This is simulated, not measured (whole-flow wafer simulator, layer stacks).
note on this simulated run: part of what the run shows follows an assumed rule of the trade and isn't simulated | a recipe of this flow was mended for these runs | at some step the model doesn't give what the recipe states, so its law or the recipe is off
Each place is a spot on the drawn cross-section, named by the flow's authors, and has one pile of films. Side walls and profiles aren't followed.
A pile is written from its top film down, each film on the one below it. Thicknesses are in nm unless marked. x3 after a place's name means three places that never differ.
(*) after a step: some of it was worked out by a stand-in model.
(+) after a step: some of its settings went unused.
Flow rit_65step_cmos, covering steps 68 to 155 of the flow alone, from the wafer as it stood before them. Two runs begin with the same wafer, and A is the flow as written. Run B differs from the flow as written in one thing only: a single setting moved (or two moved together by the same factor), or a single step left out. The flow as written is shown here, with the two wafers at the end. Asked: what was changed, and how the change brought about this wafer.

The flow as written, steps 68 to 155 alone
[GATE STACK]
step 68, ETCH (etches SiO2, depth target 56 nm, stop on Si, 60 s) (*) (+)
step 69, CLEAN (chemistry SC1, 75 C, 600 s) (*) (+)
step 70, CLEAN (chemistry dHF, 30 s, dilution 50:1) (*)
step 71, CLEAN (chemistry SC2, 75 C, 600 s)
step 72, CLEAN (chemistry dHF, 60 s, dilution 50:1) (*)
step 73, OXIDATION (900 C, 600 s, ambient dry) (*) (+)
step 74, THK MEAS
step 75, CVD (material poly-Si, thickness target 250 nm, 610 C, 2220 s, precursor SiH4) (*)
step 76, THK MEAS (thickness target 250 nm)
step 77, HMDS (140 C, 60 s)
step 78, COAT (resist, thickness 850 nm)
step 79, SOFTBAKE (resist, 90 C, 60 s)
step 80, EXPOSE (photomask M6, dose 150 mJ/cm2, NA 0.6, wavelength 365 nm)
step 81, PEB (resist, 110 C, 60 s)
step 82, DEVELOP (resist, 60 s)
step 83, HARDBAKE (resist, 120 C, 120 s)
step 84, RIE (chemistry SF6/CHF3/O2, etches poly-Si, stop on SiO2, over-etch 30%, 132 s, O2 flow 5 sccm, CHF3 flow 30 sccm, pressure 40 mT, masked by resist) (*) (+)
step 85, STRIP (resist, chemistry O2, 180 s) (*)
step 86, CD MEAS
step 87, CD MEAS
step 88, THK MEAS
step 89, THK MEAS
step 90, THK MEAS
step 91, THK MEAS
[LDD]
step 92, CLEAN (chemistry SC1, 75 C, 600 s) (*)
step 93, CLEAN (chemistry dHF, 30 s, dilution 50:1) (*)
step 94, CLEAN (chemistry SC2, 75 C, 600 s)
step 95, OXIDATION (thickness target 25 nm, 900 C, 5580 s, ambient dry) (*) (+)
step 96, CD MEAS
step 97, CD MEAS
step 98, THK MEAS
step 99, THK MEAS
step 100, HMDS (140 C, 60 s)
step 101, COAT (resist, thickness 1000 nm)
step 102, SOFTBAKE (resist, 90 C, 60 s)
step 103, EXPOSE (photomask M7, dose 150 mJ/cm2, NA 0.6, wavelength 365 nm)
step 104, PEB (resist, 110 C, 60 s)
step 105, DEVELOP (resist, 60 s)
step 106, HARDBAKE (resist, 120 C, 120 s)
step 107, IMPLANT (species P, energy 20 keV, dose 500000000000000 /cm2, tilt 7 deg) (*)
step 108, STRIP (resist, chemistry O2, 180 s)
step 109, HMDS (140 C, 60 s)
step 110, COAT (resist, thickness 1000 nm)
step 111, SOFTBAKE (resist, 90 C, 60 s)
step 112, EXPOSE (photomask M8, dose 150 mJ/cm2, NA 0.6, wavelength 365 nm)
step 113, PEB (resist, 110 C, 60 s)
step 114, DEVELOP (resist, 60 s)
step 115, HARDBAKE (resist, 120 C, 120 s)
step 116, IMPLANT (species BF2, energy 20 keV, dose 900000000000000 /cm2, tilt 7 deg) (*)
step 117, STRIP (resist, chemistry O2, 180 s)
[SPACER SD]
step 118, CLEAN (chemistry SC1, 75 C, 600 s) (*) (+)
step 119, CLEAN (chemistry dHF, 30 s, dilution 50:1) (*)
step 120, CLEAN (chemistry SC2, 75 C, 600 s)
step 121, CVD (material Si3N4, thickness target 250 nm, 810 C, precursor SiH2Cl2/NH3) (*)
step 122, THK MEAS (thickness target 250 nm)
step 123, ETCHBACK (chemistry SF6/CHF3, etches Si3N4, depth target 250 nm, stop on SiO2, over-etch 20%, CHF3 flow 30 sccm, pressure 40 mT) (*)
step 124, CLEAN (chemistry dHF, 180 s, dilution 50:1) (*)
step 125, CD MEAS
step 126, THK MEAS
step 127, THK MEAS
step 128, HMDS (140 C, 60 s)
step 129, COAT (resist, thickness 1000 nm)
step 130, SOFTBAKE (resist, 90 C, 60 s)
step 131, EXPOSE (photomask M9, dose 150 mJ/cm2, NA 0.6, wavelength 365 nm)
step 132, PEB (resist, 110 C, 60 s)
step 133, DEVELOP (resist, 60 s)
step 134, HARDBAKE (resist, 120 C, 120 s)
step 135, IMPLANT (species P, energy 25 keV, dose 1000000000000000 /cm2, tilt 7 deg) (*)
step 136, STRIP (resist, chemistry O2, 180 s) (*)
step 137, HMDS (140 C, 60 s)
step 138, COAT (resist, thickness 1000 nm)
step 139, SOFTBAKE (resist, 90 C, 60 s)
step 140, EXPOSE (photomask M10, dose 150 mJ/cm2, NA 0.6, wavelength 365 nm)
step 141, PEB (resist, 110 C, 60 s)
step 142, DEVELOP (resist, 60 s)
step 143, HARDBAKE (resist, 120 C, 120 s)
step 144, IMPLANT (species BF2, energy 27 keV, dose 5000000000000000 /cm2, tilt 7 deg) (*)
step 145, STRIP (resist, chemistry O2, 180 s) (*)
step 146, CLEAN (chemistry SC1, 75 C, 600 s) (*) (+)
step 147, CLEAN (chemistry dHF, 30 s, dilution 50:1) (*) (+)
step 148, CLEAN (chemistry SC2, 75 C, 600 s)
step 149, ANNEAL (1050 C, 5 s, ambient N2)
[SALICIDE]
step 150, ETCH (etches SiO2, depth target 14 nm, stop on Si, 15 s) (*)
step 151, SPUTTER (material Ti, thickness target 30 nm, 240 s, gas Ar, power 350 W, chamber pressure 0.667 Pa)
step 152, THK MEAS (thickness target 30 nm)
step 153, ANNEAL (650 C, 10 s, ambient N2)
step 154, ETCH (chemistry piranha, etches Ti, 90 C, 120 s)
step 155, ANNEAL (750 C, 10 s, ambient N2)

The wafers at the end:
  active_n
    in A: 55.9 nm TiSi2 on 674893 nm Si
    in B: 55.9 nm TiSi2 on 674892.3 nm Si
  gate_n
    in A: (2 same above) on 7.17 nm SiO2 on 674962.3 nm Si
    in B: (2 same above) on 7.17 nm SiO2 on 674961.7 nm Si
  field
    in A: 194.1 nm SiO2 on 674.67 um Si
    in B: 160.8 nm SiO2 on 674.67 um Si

The reason: step 68, ETCH: depth target 90 nm was run, though the flow has depth target 56 nm; step 68, ETCH: 96 s was run, where the flow has 60 s.

Step by step, how the change led to this:
  step 68, ETCH (etches SiO2, depth target 56 nm, stop on Si, 60 s) (*) (+)
      gate_n, gate_p, spacer, spacer_p, sd_n, sd_p, contact, m1: A SiO2 loses 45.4 (all of it), Si loses 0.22 | B SiO2 loses 45.4 (all of it), Si loses 0.9
      field, field_pw, field_nw, field_p: A SiO2 loses 56 | B SiO2 loses 89.6
      (and at 2 other places as well)
  step 70, CLEAN (chemistry dHF, 30 s, dilution 50:1) (*)
      field_nw, field_p: A SiO2 loses 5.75 | B SiO2 loses 4.96
  step 72, CLEAN (chemistry dHF, 60 s, dilution 50:1) (*)
      field_nw, field_p: A SiO2 loses 11.3 | B SiO2 loses 9.31
  step 78, COAT (resist, thickness 850 nm)
      field: A resist gains 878 (new film) | B resist gains 902.7 (new film)
      field_p: A resist gains 884.6 (new film) | B resist gains 906.2 (new film)
  step 81, PEB (resist, 110 C, 60 s)
      field: A resist loses 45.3 | B resist loses 46.7
      field_p: A resist loses 45.7 | B resist loses 46.9
  step 82, DEVELOP (resist, 60 s)
      field: A resist loses 832.7 (all of it) | B resist loses 856 (all of it)
      field_p: A resist loses 838.9 (all of it) | B resist loses 859.3 (all of it)
  step 95, OXIDATION (thickness target 25 nm, 900 C, 5580 s, ambient dry) (*) (+)
      field, field_pw: A SiO2 gains 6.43, Si loses 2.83 | B SiO2 gains 7.07, Si loses 3.11
      field_nw, field_p: A SiO2 gains 6.55, Si loses 2.88 | B SiO2 gains 7.15, Si loses 3.15
  step 101, COAT (resist, thickness 1000 nm)
      field: A resist gains 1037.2 (new film) | B resist gains 1060.8 (new film)
  step 104, PEB (resist, 110 C, 60 s)
      field: A resist loses 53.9 | B resist loses 55.3
      field_p: A resist loses 54.2 | B resist loses 55.4
  step 105, DEVELOP (resist, 60 s)
      field: A resist loses 983.3 (all of it) | B resist loses 1005.5 (all of it)
  step 106, HARDBAKE (resist, 120 C, 120 s)
      field_p: A resist loses 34 | B resist loses 34.9
  step 110, COAT (resist, thickness 1000 nm)
      field: A resist gains 1037.2 (new film) | B resist gains 1060.8 (new film)
  step 113, PEB (resist, 110 C, 60 s)
      field: A resist loses 53.9 | B resist loses 55.3
      field_p: A resist loses 54.2 | B resist loses 55.4
  step 115, HARDBAKE (resist, 120 C, 120 s)
      field: A resist loses 33.8 | B resist loses 34.8
  step 117, STRIP (resist, chemistry O2, 180 s)
      field: A resist loses 949.5 (all of it) | B resist loses 970.7 (all of it)
  step 129, COAT (resist, thickness 1000 nm)
      field: A resist gains 1043.1 (new film) | B resist gains 1067.6 (new film)
      field_p: A resist gains 1050.2 (new film) | B resist gains 1071.7 (new film)
  ... another 6 steps ...
  step 145, STRIP (resist, chemistry O2, 180 s) (*)
      field: A resist loses 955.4 (all of it) | B resist loses 977.5 (all of it)
